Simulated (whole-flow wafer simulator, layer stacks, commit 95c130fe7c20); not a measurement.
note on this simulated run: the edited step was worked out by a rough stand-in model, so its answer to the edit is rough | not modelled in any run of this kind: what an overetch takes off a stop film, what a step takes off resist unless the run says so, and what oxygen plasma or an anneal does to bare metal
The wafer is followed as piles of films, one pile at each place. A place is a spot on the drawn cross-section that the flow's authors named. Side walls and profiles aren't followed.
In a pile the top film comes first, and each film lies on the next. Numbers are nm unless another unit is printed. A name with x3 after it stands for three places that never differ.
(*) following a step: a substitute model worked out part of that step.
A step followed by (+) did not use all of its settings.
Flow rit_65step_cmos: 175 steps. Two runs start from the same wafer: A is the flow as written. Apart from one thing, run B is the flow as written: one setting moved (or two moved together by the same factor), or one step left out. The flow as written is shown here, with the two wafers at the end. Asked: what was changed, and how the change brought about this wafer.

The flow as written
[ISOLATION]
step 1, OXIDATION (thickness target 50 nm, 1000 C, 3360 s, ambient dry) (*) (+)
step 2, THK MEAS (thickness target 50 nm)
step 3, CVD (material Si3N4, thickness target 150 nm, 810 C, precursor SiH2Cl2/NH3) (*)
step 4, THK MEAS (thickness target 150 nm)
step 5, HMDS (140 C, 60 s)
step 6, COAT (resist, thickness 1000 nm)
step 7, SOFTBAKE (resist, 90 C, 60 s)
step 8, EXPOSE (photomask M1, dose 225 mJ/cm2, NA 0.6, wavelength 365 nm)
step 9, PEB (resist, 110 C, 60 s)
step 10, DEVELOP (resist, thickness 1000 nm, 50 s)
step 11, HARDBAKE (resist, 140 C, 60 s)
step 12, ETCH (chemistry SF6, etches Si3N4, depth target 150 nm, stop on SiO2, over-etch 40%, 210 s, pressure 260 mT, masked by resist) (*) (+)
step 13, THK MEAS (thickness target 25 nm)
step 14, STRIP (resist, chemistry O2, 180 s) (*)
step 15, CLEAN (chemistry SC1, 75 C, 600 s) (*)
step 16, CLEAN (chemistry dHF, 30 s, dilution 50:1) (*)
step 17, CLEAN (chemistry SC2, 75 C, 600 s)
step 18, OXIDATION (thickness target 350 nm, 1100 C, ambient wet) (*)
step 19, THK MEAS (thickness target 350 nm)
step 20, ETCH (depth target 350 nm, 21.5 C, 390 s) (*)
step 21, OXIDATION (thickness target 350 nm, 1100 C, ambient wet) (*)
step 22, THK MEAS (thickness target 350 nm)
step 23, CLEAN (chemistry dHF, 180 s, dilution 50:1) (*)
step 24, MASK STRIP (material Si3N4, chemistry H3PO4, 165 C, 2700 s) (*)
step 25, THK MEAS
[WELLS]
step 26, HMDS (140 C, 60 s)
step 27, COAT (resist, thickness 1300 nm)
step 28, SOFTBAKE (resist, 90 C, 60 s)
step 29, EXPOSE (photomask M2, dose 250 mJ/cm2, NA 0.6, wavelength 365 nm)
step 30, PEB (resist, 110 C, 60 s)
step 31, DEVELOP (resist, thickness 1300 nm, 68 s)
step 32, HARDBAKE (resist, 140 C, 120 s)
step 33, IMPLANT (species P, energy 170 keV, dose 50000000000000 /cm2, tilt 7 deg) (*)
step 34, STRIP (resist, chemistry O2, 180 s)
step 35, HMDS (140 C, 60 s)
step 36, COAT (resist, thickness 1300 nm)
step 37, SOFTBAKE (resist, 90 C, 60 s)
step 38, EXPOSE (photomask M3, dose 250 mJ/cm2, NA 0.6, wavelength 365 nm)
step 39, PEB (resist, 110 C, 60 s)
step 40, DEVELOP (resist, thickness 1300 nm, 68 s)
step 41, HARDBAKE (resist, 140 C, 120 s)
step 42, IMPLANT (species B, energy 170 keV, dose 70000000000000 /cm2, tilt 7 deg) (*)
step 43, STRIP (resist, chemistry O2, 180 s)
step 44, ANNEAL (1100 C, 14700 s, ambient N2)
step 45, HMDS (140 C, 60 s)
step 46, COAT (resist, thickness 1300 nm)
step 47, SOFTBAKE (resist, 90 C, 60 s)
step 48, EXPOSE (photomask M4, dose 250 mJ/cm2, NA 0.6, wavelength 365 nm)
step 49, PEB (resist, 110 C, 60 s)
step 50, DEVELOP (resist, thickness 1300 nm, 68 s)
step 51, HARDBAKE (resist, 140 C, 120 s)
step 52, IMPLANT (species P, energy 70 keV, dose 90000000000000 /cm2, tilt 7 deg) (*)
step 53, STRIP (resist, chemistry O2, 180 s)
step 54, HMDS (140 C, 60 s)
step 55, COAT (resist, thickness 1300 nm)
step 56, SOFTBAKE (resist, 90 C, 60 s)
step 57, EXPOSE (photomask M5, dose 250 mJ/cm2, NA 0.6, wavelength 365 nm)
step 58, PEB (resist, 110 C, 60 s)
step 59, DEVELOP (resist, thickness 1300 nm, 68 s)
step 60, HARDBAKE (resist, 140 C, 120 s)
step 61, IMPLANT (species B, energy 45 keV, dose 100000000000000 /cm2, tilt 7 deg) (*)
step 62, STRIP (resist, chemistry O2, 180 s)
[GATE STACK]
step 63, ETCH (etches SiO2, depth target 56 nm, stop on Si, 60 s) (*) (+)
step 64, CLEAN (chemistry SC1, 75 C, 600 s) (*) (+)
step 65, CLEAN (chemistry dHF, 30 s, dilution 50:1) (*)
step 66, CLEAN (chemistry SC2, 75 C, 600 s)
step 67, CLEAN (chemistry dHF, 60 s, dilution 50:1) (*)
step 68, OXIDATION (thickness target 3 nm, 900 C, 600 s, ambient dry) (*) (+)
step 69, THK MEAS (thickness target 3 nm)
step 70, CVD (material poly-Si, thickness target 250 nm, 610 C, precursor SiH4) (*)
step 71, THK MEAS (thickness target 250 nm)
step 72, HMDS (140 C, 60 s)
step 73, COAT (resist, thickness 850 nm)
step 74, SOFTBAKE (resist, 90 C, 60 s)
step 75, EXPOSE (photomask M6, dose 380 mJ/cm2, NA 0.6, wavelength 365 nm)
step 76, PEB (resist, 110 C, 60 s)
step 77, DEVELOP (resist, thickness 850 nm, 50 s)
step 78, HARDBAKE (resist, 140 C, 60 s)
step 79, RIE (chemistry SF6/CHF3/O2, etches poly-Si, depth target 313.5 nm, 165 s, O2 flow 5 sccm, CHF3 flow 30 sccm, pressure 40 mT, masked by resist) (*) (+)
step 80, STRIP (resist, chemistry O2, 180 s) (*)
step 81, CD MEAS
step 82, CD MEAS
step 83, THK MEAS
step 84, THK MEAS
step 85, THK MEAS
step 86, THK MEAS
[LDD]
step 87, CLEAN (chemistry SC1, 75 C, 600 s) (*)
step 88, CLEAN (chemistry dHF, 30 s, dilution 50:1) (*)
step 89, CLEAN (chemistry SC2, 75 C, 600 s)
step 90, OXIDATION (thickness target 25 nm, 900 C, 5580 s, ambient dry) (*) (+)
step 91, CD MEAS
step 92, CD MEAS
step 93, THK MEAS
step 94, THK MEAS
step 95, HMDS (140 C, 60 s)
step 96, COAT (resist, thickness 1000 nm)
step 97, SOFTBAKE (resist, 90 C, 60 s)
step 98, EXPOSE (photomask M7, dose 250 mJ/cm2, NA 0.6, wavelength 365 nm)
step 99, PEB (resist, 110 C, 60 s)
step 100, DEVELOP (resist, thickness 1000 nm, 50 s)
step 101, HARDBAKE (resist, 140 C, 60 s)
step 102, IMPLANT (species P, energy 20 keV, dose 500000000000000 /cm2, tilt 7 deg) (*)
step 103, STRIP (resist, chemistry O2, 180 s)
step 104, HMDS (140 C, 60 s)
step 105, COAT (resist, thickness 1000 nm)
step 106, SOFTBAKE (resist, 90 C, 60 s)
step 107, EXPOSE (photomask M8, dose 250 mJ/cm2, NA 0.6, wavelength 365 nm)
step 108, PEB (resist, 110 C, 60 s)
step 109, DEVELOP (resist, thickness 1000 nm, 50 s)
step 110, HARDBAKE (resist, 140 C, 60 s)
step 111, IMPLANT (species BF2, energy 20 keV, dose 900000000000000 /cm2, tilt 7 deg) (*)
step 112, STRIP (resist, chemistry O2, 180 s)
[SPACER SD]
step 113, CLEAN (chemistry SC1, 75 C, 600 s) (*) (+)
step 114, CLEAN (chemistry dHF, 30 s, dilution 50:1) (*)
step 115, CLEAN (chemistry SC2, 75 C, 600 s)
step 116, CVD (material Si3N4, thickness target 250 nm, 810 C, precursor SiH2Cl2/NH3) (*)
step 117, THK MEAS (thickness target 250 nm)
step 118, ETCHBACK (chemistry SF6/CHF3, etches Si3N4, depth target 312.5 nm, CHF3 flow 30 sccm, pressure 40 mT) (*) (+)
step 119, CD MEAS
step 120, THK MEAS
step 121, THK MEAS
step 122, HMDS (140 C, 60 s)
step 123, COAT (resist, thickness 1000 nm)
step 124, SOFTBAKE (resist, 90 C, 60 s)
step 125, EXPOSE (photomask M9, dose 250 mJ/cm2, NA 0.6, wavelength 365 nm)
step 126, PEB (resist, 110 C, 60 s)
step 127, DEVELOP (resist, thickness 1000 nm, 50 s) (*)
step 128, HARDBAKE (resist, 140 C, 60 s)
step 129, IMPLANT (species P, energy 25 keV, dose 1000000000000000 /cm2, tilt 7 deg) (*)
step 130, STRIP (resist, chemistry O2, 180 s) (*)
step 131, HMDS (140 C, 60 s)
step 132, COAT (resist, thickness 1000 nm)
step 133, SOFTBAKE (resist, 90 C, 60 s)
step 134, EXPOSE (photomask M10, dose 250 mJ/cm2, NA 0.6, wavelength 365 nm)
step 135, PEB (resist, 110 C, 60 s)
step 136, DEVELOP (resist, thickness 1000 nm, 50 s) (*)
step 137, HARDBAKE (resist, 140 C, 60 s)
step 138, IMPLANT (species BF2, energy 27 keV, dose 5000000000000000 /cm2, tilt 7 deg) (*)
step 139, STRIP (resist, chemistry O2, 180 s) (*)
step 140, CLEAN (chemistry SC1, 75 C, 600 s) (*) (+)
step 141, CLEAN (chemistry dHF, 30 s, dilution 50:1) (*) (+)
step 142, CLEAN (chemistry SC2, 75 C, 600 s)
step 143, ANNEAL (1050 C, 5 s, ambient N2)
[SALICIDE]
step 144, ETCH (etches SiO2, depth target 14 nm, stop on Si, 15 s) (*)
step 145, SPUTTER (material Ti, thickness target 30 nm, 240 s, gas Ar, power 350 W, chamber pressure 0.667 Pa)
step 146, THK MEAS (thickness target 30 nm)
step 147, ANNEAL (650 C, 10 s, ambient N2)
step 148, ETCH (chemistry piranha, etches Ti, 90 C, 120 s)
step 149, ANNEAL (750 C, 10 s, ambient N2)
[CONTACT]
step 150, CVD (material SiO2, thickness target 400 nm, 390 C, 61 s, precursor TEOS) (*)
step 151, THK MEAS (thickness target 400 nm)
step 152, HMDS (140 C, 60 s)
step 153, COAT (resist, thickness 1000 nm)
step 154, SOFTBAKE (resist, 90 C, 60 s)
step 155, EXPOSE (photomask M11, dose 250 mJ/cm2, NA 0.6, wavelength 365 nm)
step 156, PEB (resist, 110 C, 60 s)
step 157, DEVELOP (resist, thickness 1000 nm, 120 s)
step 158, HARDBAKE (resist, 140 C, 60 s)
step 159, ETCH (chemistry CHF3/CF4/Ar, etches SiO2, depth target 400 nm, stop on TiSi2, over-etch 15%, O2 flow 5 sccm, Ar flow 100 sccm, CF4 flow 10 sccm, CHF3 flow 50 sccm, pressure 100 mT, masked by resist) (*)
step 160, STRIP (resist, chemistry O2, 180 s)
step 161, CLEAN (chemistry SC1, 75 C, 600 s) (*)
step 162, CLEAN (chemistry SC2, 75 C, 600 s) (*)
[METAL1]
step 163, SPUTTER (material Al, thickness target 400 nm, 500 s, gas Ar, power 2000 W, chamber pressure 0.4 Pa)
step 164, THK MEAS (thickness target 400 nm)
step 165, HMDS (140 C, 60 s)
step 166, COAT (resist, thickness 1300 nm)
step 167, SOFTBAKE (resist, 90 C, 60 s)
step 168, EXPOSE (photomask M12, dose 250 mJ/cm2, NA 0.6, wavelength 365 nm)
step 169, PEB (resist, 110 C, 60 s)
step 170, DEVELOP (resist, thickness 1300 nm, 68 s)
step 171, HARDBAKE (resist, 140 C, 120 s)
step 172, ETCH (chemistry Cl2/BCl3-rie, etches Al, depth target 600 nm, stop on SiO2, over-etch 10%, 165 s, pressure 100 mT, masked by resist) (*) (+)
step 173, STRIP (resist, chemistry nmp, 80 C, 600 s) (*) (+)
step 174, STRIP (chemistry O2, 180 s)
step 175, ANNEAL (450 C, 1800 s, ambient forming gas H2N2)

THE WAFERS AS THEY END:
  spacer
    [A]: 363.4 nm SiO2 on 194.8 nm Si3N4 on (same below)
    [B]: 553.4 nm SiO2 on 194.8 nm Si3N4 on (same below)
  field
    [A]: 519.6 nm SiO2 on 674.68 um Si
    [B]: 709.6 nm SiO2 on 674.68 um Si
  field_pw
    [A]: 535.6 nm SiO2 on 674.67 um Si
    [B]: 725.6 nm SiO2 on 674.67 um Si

The reason: step 150, CVD: thickness target 590 nm was run, whereas the flow has thickness target 400 nm; step 150, CVD: 90 s was run, where the flow has 61 s.

Step by step, how the change led to this:
  step 150, CVD (material SiO2, thickness target 400 nm, 390 C, 61 s, precursor TEOS) (*)
      field, field_pw, field_nw, field_p: A +400 SiO2 | B +590 SiO2
      spacer, spacer_p: A +400 SiO2 (new film) | B +590 SiO2 (new film)
      (and at 2 other places as well)
